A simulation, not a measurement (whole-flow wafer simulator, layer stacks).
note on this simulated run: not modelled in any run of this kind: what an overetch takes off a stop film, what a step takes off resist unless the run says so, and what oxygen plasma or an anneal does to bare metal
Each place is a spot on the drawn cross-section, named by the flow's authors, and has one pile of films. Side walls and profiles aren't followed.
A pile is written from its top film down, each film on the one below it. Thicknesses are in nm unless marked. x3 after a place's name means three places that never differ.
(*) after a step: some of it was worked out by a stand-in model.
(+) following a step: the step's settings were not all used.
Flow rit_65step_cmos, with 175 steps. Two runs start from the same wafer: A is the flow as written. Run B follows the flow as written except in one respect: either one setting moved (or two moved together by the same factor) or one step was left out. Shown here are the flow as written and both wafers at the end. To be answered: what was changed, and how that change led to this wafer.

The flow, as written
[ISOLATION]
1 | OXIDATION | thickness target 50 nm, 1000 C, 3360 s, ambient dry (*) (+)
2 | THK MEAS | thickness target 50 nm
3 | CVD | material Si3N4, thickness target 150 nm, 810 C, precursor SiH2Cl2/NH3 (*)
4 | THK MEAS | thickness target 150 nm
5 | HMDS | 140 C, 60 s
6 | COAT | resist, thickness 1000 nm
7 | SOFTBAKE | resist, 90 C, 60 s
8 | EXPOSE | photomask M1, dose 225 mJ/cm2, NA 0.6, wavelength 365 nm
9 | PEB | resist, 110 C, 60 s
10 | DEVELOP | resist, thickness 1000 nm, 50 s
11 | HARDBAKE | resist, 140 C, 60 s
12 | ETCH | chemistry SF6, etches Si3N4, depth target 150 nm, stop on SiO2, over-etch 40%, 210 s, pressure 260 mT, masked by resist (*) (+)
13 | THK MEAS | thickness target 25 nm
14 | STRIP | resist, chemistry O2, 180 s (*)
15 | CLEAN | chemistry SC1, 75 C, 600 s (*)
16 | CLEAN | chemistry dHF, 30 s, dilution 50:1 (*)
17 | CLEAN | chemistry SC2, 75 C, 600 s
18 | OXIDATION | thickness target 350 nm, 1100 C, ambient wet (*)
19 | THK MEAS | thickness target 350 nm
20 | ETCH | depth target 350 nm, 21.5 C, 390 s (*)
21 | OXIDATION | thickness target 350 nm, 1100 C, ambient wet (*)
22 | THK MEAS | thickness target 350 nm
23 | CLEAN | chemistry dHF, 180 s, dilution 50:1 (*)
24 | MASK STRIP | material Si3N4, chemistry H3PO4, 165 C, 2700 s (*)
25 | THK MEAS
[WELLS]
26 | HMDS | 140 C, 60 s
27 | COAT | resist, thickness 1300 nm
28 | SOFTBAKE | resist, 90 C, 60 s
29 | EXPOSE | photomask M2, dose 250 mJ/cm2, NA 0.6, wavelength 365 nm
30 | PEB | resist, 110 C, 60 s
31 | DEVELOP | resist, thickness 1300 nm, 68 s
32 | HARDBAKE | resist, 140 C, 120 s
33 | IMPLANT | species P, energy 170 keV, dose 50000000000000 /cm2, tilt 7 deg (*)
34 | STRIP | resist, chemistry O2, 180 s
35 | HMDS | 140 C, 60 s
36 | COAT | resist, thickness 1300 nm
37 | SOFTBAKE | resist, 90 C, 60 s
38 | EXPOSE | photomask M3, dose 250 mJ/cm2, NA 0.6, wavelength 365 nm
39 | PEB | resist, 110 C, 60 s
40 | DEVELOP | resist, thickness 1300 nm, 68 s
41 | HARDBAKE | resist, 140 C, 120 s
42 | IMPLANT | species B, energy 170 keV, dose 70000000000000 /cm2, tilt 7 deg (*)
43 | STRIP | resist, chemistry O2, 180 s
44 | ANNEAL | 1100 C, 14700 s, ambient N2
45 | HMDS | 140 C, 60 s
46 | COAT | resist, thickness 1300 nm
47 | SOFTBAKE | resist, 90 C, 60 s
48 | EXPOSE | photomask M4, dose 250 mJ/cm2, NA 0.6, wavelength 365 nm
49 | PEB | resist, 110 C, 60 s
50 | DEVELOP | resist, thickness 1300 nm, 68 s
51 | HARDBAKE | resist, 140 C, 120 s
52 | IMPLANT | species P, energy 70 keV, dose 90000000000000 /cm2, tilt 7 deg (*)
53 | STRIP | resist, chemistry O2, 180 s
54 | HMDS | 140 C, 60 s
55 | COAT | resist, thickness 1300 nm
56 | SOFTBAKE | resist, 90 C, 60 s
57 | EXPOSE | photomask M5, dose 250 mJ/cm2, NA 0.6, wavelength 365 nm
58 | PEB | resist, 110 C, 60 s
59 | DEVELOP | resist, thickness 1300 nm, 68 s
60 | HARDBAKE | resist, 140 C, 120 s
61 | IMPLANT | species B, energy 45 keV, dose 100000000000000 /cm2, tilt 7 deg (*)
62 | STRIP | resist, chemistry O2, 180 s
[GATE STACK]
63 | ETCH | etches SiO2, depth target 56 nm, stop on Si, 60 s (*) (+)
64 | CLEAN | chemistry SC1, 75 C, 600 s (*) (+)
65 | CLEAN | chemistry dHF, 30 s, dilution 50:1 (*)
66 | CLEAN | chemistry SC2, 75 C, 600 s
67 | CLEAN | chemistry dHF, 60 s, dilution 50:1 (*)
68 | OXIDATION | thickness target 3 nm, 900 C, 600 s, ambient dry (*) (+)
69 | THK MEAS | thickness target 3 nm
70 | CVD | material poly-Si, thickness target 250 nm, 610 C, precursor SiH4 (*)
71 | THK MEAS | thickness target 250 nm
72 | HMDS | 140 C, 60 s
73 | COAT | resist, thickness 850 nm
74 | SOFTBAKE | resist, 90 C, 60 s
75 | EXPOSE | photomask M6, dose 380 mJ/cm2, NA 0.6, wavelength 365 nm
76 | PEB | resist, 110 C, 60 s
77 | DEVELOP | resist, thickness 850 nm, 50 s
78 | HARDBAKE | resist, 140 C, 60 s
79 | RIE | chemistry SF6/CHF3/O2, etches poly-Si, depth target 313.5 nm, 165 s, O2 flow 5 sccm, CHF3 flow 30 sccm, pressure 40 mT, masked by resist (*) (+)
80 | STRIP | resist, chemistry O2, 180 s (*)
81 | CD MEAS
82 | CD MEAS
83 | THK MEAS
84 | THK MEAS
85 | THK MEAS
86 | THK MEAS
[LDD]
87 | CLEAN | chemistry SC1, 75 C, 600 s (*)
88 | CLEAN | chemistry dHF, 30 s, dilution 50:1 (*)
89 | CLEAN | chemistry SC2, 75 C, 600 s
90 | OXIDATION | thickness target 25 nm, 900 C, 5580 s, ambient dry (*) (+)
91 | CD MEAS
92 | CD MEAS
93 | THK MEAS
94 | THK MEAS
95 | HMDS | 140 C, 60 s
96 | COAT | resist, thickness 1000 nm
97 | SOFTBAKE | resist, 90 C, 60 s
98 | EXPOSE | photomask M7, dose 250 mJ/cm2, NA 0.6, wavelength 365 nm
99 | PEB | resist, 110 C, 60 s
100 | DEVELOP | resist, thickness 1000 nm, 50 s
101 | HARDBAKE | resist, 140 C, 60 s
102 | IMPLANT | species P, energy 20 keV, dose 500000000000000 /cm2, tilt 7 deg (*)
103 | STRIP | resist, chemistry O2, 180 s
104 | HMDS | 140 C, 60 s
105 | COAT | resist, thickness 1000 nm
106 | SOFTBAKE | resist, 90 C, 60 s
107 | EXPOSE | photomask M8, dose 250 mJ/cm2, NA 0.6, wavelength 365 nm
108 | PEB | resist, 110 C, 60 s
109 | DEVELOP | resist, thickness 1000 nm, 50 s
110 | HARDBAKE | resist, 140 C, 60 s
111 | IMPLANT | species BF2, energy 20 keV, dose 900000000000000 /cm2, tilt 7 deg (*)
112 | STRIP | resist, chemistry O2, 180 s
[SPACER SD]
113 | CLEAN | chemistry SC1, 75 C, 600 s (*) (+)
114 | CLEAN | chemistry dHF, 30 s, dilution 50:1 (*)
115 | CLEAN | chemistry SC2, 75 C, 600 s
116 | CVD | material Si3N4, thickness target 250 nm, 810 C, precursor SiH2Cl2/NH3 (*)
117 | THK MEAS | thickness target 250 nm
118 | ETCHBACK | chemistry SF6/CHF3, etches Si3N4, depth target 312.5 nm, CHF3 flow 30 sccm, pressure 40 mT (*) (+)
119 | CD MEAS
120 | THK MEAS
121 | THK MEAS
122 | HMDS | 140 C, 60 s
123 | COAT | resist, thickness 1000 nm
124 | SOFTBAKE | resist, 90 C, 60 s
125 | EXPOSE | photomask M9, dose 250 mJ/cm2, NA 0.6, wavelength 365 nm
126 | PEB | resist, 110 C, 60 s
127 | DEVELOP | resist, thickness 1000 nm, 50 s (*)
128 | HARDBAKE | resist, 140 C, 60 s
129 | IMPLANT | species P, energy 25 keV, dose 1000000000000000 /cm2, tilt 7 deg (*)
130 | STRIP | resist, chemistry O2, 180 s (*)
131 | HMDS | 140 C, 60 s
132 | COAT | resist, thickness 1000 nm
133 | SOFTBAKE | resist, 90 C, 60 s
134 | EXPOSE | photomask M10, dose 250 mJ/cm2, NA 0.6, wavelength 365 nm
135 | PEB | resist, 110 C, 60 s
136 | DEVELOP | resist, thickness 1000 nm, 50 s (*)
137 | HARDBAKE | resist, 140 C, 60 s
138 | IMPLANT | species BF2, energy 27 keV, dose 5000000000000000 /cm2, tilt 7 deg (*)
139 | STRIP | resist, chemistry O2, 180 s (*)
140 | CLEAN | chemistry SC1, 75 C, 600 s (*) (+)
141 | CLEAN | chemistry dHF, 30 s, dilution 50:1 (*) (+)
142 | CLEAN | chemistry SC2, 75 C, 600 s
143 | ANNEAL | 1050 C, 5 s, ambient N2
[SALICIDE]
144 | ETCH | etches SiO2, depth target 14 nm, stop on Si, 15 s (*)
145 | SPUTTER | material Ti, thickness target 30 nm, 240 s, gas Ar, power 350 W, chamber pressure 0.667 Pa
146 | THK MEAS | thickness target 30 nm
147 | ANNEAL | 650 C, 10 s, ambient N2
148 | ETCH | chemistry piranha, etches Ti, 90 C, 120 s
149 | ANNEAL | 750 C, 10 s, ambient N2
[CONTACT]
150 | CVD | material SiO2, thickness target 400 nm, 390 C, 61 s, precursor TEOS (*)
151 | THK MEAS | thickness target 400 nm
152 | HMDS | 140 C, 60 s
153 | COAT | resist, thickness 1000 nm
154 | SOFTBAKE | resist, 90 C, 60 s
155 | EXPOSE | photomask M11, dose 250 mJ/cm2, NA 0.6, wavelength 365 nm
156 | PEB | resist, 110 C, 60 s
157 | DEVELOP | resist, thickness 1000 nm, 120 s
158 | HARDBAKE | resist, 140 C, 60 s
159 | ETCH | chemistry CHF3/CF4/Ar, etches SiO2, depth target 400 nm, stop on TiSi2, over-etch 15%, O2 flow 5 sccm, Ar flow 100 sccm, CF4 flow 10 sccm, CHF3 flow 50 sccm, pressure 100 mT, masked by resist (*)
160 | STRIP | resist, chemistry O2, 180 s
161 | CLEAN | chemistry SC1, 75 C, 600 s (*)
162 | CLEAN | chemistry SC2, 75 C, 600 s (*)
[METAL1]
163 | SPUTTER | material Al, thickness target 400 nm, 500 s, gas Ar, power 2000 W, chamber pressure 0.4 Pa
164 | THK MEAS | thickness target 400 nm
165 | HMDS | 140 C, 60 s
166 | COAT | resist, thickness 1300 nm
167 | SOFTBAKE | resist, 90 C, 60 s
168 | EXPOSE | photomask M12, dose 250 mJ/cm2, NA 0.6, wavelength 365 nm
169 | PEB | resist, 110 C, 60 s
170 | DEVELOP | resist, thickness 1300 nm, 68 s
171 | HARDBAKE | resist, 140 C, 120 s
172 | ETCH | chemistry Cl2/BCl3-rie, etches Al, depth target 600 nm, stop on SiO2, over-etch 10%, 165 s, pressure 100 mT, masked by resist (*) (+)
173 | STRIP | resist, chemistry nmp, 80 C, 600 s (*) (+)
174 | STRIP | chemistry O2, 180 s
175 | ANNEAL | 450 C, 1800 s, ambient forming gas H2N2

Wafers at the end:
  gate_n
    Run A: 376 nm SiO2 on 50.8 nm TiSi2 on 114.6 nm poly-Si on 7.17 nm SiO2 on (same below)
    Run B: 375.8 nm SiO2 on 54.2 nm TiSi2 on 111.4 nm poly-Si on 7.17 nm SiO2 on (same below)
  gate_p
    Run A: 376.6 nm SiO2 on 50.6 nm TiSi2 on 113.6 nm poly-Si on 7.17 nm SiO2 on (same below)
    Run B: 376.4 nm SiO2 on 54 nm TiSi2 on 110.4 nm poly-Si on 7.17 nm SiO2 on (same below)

The reason: step 145, SPUTTER: thickness target 32 nm was run, whereas the flow has thickness target 30 nm.

Step by step, how the change led to this:
  145 | SPUTTER | material Ti, thickness target 30 nm, 240 s, gas Ar, power 350 W, chamber pressure 0.667 Pa
      field, field_pw, field_nw, field_p, spacer, spacer_p: A Ti gains 30 (new film) | B Ti gains 32 (new film)
      gate_n: A Ti gains 27.3 (new film) | B Ti gains 29.1 (new film)
      (and at 1 other place as well)
  147 | ANNEAL | 650 C, 10 s, ambient N2
      gate_n: A Ti loses 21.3, TiSi first gains 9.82 (new film), TiSi2 C49 gains 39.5 (new film), poly-Si loses 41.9 | B Ti loses 22.7, TiSi first gains 13.7 (new film), TiSi2 C49 gains 37.3 (new film), poly-Si loses 42.6
      gate_p: A Ti loses 21.2, TiSi first gains 9.56 (new film), TiSi2 C49 gains 39.6 (new film), poly-Si loses 41.9 | B Ti loses 22.6, TiSi first gains 13.4 (new film), TiSi2 C49 gains 37.5 (new film), poly-Si loses 42.6
  148 | ETCH | chemistry piranha, etches Ti, 90 C, 120 s
      field, field_pw, field_nw, field_p, spacer, spacer_p: A Ti loses 30 (all of it) | B Ti loses 32 (all of it)
  149 | ANNEAL | 750 C, 10 s, ambient N2
      gate_n: A TiSi2 gains 50.8 (new film), TiSi first loses 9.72 (all of it), TiSi2 C49 loses 39.5 (all of it), poly-Si loses 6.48 | B TiSi2 gains 54.2 (new film), TiSi first loses 13.6 (all of it), TiSi2 C49 loses 37.3 (all of it), poly-Si loses 9.08
      gate_p: A TiSi2 gains 50.6 (new film), TiSi first loses 9.46 (all of it), TiSi2 C49 loses 39.6 (all of it), poly-Si loses 6.31 | B TiSi2 gains 54 (new film), TiSi first loses 13.3 (all of it), TiSi2 C49 loses 37.5 (all of it), poly-Si loses 8.89
